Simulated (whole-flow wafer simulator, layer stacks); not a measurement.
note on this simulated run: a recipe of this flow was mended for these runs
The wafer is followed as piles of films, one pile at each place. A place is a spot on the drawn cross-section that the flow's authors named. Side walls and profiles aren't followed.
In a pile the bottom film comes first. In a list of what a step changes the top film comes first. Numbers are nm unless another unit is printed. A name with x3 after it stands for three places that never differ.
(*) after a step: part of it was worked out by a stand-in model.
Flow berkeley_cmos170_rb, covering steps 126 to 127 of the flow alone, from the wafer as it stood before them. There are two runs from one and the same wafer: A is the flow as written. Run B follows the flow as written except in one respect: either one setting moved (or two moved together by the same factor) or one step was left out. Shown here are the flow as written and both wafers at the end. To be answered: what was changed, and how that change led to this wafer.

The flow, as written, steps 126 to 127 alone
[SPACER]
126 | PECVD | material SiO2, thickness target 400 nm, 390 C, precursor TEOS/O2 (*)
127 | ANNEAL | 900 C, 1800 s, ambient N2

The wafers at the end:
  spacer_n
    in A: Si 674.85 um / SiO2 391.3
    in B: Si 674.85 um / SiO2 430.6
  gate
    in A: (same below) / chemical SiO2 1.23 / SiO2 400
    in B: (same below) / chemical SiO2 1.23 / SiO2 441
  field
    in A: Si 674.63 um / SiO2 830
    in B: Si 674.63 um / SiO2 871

Cause: step 126, PECVD: thickness target 441 nm was run, though the flow has thickness target 400 nm.
The wafer itself shows it: gate has SiO2 441, and step 126 as written asks for 400 nm.

Step by step, how the change led to this:
  126 | PECVD | material SiO2, thickness target 400 nm, 390 C, precursor TEOS/O2 (*)
      field, sd_n, contact, m1: A SiO2 gains 400 | B SiO2 gains 441
      spacer_n, sd_p, spacer_p: A SiO2 gains 385.3 | B SiO2 gains 424.6
      (also at 2 further places)
